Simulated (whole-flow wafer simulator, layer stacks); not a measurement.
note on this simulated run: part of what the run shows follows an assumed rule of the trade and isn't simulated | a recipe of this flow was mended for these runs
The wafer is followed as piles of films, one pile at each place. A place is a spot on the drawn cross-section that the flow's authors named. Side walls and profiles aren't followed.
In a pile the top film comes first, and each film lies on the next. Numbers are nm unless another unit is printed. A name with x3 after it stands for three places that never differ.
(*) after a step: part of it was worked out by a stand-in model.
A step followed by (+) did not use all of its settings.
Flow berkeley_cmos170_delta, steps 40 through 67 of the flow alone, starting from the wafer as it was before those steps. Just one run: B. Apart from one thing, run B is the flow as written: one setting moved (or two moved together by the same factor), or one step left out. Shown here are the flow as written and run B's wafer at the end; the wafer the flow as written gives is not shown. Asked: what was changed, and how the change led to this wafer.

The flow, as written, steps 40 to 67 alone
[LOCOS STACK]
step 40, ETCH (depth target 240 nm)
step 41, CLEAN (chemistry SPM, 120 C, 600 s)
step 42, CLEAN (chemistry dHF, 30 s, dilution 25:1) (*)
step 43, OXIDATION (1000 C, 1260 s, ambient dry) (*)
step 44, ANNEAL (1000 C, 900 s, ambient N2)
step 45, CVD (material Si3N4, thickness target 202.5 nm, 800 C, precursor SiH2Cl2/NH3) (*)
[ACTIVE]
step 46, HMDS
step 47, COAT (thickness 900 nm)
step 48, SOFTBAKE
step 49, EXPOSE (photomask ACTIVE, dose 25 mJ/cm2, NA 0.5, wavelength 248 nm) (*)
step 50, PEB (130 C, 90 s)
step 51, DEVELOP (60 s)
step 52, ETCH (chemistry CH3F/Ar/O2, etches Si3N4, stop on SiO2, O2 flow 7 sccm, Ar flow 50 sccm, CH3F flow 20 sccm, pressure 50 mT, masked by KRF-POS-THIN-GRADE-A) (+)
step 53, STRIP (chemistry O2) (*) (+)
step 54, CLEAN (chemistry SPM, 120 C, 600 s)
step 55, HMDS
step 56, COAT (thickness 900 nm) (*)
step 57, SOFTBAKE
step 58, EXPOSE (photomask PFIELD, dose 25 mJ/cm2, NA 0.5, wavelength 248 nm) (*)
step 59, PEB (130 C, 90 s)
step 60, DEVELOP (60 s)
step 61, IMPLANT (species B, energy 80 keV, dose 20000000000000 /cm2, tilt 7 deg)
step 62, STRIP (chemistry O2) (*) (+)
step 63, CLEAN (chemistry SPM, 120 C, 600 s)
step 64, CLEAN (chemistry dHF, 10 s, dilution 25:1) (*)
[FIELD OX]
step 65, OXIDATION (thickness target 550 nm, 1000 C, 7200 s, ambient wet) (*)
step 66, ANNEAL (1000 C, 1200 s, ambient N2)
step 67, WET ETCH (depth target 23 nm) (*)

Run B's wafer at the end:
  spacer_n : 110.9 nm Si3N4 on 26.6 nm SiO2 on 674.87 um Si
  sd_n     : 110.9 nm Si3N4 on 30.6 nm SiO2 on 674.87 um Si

What caused this: step 45, CVD: 765 C was run, whereas the flow has 800 C.

The path from the change to this, step by step:
  step 45, CVD (material Si3N4, thickness target 202.5 nm, 800 C, precursor SiH2Cl2/NH3) (*)
      field, sd_n, spacer_n and 6 more: +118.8 Si3N4 (new film) (it would be, as written: +202.5 Si3N4 (new film))
  step 52, ETCH (chemistry CH3F/Ar/O2, etches Si3N4, stop on SiO2, O2 flow 7 sccm, Ar flow 50 sccm, CH3F flow 20 sccm, pressure 50 mT, masked by KRF-POS-THIN-GRADE-A) (+)
      sd_n, spacer_n, gate, sd_p, spacer_p, gate_p, contact, m1: -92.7 KrF-resist (it would be, as written: -148.5 KrF-resist)
      field: -118.8 Si3N4 (all of it), -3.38 SiO2 (it would be, as written: -202.5 Si3N4 (all of it), -3.38 SiO2)
  step 53, STRIP (chemistry O2) (*) (+)
      sd_n, spacer_n, gate, sd_p, spacer_p, gate_p, contact, m1: -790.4 KrF-resist (all of it) (it would be, as written: -734.6 KrF-resist (all of it))
  step 56, COAT (thickness 900 nm) (*)
      field: +933.3 KrF-resist (new film) (it would be, as written: +956.4 KrF-resist (new film))
      sd_n: +837.1 KrF-resist (new film) (it would be, as written: +794.3 KrF-resist (new film))
      (also at 7 further places)
  step 60, DEVELOP (60 s)
      field: -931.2 KrF-resist (all of it) (it would be, as written: -954.2 KrF-resist (all of it))
  step 62, STRIP (chemistry O2) (*) (+)
      sd_n: -820.3 KrF-resist (all of it) (it would be, as written: -777.7 KrF-resist (all of it))
      spacer_n: -837.6 KrF-resist (all of it) (it would be, as written: -807.8 KrF-resist (all of it))
      (also at 6 further places)
  step 65, OXIDATION (thickness target 550 nm, 1000 C, 7200 s, ambient wet) (*)
      sd_n, sd_p: +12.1 SiO2 (new film), -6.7 Si3N4, +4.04 SiO2, -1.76 Si (it would be, as written: +12.1 SiO2 (new film), -6.7 Si3N4, +0.15 SiO2, -0.12 Si)
